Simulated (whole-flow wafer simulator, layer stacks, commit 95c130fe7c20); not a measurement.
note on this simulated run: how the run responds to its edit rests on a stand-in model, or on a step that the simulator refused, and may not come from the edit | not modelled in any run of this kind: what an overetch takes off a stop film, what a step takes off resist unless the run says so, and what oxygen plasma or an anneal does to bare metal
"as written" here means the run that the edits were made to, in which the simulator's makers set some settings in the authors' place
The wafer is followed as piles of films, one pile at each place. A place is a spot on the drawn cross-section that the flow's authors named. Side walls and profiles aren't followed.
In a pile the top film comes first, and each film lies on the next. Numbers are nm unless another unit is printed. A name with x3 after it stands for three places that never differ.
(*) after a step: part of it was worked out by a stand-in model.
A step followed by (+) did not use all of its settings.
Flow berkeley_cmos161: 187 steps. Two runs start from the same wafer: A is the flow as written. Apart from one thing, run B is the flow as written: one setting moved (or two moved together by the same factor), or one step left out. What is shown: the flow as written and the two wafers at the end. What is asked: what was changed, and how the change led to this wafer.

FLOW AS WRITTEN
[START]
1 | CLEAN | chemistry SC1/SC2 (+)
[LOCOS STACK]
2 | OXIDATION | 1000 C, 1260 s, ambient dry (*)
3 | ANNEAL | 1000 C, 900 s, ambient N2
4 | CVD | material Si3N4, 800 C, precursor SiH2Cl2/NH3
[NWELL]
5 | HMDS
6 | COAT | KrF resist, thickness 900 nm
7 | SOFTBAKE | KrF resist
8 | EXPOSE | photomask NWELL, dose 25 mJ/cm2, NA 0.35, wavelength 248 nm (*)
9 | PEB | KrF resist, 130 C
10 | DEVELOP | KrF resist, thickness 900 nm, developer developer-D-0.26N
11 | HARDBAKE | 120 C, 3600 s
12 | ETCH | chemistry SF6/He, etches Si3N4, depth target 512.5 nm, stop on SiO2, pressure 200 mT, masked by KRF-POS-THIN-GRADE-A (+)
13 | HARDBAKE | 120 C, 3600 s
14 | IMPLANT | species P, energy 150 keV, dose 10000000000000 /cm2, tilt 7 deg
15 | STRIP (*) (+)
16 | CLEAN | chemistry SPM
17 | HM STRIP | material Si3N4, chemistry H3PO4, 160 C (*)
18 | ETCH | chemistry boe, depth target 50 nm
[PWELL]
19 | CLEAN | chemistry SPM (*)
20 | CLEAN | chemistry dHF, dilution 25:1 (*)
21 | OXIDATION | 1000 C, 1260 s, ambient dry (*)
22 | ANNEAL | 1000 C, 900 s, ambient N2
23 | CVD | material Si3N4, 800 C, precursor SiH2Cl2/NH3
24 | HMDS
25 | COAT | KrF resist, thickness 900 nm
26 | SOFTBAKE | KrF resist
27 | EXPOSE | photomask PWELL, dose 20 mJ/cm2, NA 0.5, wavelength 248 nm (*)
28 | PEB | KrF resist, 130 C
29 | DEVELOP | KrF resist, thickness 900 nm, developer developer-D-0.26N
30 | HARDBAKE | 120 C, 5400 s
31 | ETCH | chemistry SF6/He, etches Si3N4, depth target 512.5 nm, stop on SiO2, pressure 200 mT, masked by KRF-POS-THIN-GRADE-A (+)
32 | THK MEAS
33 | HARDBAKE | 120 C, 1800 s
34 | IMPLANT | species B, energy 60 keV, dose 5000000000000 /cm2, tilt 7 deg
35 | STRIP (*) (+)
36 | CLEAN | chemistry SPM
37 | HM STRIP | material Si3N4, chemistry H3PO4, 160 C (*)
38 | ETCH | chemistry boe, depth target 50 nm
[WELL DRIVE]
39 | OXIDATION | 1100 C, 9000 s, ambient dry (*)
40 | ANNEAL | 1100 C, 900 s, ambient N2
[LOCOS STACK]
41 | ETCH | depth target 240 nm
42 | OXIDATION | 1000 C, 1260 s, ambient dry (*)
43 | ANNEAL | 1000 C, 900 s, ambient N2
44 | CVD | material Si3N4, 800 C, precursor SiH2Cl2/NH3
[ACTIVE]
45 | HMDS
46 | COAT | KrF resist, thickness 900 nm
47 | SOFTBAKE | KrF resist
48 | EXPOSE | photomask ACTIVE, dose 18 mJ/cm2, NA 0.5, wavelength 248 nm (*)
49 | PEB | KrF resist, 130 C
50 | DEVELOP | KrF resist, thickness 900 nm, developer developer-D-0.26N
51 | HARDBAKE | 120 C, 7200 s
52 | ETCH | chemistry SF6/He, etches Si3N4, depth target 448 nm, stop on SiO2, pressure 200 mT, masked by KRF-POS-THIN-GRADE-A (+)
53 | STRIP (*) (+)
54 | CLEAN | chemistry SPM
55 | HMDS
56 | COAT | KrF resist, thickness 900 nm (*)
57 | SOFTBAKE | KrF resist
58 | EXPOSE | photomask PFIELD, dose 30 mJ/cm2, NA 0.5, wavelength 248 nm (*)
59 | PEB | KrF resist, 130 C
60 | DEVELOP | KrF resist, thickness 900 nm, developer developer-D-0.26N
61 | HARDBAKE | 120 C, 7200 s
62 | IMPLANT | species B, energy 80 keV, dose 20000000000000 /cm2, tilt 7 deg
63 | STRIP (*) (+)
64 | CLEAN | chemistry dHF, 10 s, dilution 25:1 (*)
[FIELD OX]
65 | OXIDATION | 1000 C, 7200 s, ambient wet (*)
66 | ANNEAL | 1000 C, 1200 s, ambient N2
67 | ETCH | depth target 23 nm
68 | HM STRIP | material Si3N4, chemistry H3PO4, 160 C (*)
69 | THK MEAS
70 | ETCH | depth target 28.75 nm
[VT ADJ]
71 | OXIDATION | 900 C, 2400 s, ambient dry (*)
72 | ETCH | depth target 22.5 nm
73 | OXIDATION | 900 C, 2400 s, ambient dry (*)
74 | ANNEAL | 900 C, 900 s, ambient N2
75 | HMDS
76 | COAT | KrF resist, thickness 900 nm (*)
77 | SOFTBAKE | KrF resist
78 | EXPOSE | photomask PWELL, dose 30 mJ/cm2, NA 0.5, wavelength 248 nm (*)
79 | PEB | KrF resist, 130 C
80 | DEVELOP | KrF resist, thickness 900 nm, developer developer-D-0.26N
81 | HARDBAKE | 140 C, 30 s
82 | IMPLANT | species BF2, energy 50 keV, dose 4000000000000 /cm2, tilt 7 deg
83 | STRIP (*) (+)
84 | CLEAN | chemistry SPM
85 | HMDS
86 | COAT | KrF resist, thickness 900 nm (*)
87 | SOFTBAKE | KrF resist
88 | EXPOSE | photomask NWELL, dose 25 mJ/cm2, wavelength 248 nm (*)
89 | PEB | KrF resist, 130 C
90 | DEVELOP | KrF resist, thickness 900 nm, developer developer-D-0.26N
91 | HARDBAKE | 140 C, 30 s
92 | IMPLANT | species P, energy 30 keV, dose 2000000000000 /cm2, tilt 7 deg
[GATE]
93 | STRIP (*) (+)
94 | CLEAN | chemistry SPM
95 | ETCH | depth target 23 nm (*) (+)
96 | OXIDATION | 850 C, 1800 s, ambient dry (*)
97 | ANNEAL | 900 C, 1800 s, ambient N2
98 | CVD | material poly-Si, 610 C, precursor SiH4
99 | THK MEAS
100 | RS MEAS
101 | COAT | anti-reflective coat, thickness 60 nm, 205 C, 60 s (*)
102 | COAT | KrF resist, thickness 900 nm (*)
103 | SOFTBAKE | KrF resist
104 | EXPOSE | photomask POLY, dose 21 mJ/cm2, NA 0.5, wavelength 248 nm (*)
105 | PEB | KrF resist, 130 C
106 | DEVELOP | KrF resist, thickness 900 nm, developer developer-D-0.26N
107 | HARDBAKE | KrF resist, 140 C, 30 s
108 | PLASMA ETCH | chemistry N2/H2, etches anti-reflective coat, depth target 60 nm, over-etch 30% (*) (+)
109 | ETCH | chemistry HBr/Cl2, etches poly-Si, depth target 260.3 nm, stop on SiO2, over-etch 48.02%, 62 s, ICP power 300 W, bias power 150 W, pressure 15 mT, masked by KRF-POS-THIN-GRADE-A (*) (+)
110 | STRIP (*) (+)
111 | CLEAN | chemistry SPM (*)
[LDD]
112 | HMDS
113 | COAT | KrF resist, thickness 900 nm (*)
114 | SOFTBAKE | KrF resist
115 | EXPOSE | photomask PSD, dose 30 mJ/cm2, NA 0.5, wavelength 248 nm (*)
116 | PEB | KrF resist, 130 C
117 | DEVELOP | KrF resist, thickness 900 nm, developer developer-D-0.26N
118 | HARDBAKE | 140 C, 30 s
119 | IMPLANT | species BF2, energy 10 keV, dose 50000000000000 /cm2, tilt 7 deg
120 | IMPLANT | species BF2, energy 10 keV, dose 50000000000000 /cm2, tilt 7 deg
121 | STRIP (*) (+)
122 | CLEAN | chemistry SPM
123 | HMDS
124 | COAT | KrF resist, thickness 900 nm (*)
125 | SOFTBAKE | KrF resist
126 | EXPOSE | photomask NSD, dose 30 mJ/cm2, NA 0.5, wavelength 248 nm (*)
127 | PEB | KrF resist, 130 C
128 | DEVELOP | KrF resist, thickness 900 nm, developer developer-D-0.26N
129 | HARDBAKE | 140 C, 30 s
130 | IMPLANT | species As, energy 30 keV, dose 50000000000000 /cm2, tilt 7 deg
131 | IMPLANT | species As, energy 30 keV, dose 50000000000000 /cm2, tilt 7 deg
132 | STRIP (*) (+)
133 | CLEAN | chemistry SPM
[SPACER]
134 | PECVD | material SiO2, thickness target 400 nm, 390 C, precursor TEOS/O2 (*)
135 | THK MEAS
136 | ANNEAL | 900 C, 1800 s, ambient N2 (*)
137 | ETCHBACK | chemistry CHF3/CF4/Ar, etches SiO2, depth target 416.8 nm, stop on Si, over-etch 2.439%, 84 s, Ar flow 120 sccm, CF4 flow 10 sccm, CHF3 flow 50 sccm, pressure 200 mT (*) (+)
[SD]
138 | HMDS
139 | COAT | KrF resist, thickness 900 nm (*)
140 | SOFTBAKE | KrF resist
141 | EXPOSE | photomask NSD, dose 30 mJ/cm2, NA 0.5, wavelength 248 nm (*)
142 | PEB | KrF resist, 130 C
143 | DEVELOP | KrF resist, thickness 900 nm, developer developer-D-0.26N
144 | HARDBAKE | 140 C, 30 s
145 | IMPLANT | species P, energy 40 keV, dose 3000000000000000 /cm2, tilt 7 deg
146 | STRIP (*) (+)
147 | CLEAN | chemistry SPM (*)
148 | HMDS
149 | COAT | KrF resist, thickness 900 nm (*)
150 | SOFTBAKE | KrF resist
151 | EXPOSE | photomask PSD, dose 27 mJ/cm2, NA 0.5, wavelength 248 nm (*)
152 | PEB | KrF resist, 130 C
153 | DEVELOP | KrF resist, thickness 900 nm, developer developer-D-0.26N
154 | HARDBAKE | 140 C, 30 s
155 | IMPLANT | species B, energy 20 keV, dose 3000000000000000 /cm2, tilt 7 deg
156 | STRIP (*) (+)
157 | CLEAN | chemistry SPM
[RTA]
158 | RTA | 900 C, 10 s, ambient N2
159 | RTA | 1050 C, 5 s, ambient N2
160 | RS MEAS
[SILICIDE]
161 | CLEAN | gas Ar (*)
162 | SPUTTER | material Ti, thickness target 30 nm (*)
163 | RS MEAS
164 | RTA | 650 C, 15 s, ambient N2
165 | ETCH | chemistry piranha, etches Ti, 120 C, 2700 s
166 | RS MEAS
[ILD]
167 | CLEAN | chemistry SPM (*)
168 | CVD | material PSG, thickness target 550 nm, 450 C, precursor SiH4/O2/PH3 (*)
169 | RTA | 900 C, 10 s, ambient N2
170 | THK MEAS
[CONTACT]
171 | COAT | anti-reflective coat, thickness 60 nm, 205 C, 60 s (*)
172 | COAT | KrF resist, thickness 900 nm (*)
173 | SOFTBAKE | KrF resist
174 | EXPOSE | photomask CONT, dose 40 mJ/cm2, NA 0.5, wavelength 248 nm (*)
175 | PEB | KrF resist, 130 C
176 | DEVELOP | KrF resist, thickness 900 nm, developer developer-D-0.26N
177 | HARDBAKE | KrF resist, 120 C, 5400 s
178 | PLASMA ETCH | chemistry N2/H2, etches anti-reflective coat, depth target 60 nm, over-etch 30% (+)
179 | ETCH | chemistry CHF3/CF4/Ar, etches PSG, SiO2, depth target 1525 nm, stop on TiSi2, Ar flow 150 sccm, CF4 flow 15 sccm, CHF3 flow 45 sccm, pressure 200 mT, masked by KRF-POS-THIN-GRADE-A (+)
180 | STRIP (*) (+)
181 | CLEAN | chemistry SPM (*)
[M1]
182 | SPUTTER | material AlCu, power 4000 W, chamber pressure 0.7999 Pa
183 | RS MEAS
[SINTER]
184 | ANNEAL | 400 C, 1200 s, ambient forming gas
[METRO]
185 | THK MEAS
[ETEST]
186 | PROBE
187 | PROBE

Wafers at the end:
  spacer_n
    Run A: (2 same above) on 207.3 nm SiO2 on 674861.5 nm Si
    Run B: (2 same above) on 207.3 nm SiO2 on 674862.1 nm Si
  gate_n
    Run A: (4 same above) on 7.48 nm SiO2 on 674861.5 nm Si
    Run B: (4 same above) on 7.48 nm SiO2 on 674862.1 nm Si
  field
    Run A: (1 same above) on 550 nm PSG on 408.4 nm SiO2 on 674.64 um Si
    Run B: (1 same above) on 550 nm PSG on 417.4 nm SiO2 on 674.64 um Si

What caused this: step 72, ETCH: depth target 13.5 nm was run, though the flow has depth target 22.5 nm.

How this came from the change, step by step:
  72 | ETCH | depth target 22.5 nm
      sd_n, spacer_n, gate_n, sd_p, spacer_p, gate_p, contact, m1: A -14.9 SiO2 (all of it) | B -13.5 SiO2
      field: A -22.5 SiO2 | B -13.5 SiO2
  73 | OXIDATION | 900 C, 2400 s, ambient dry (*)
      sd_n, spacer_n, gate_n, sd_p, spacer_p, gate_p, contact, m1: A +14.9 SiO2 (new film), -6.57 Si | B +13.5 SiO2, -5.94 Si
  101 | COAT | anti-reflective coat, thickness 60 nm, 205 C, 60 s (*)
      sd_n: A +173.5 anti-reflective coat (new film) | B +179.3 anti-reflective coat (new film)
      spacer_n: A +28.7 anti-reflective coat (new film) | B +27.1 anti-reflective coat (new film)
      (as well as at 3 more places)
  108 | PLASMA ETCH | chemistry N2/H2, etches anti-reflective coat, depth target 60 nm, over-etch 30% (*) (+)
      sd_n: A -173.5 anti-reflective coat (all of it), -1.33 poly-Si | B -179.3 anti-reflective coat (all of it), -1.38 poly-Si
      spacer_n: A -28.7 anti-reflective coat (all of it), -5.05 poly-Si | B -27.1 anti-reflective coat (all of it), -5.28 poly-Si
      (as well as at 1 more place)
  110 | STRIP (*) (+)
      gate_n: A +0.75 chemical SiO2 (new film), -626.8 KrF resist (all of it), -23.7 anti-reflective coat (all of it), -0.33 poly-Si | B +0.75 chemical SiO2 (new film), -632 KrF resist (all of it), -22.3 anti-reflective coat (all of it), -0.33 poly-Si
      gate_p: A +0.75 chemical SiO2 (new film), -598.2 KrF resist (all of it), -27.9 anti-reflective coat (all of it), -0.33 poly-Si | B +0.75 chemical SiO2 (new film), -601.4 KrF resist (all of it), -27.1 anti-reflective coat (all of it), -0.33 poly-Si
  171 | COAT | anti-reflective coat, thickness 60 nm, 205 C, 60 s (*)
      sd_n: A +149.7 anti-reflective coat (new film) | B +156.6 anti-reflective coat (new film)
      m1: A +97.8 anti-reflective coat (new film) | B +100 anti-reflective coat (new film)
  180 | STRIP (*) (+)
      sd_n: A -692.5 KrF resist (all of it), -149.7 anti-reflective coat (all of it) | B -691 KrF resist (all of it), -156.6 anti-reflective coat (all of it)
      m1: A -739.9 KrF resist (all of it), -97.8 anti-reflective coat (all of it) | B -742.8 KrF resist (all of it), -100 anti-reflective coat (all of it)
